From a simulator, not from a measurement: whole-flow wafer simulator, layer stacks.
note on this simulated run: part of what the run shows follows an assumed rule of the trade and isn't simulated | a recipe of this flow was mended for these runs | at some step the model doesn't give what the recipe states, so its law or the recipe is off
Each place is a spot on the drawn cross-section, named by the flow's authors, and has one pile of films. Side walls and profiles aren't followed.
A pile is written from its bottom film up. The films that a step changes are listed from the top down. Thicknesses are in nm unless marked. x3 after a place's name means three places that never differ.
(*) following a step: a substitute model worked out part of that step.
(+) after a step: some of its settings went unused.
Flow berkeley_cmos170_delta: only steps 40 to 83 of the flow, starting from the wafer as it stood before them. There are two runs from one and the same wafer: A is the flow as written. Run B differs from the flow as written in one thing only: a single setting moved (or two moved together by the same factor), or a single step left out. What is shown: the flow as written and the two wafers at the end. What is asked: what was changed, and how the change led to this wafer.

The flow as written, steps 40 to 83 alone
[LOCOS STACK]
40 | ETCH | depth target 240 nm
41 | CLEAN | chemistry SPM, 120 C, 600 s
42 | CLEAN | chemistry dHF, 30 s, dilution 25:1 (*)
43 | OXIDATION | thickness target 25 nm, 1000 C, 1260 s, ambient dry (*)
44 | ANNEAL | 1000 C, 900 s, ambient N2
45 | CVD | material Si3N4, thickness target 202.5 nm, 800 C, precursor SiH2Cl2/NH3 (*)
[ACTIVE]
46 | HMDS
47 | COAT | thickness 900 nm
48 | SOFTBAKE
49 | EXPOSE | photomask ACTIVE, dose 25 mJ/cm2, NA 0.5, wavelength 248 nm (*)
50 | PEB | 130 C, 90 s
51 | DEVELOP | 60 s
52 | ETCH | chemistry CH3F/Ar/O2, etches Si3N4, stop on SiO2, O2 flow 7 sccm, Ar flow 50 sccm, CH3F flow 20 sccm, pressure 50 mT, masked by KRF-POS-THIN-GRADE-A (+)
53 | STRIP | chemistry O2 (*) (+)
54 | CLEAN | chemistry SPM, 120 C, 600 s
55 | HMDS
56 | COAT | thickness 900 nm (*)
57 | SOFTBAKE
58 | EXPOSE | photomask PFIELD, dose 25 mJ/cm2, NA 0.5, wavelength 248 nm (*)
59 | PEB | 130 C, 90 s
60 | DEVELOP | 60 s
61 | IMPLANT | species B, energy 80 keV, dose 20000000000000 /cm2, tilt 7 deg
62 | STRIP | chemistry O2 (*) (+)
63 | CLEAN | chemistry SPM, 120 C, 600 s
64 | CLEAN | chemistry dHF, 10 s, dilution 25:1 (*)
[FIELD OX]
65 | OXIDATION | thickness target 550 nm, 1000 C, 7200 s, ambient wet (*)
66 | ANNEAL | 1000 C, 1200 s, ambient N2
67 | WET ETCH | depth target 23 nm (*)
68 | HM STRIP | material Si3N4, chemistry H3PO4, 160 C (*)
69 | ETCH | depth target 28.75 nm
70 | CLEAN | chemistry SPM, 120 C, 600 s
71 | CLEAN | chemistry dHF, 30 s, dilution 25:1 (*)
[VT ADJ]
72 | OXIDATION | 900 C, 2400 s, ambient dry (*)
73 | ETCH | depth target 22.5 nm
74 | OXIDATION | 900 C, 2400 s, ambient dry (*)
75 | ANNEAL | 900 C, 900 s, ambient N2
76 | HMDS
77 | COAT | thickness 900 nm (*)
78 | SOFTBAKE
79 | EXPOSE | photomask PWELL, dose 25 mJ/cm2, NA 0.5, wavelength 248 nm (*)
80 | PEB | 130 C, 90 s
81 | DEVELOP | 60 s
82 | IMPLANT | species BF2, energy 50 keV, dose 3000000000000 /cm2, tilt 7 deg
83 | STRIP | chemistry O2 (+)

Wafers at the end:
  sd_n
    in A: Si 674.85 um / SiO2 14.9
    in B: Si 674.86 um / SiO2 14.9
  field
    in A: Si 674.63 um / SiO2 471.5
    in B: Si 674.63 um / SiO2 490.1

The reason: step 69, ETCH: depth target 10.06 nm was run, whereas the flow has depth target 28.75 nm.

How this came from the change, step by step:
  69 | ETCH | depth target 28.75 nm
      spacer_n, gate, spacer_p, gate_p, contact, m1: A SiO2 loses 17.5 (all of it) | B SiO2 loses 10.1
      sd_n, sd_p: A SiO2 loses 17.6 (all of it) | B SiO2 loses 10.1
      (as well as at 1 more place)
  70 | CLEAN | chemistry SPM, 120 C, 600 s
      sd_n, spacer_n, gate, sd_p, spacer_p, gate_p, contact, m1: A chemical SiO2 gains 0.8 (new film), Si loses 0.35 | B nothing
  71 | CLEAN | chemistry dHF, 30 s, dilution 25:1 (*)
      sd_n, spacer_n, gate, sd_p, spacer_p, gate_p, contact, m1: A chemical SiO2 loses 0.8 (all of it) | B SiO2 loses 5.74
  72 | OXIDATION | 900 C, 2400 s, ambient dry (*)
      spacer_n, gate, spacer_p, gate_p, contact, m1: A SiO2 gains 14.9 (new film), Si loses 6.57 | B SiO2 gains 13.2, Si loses 5.83
      sd_n, sd_p: A SiO2 gains 14.9 (new film), Si loses 6.57 | B SiO2 gains 13.1, Si loses 5.76
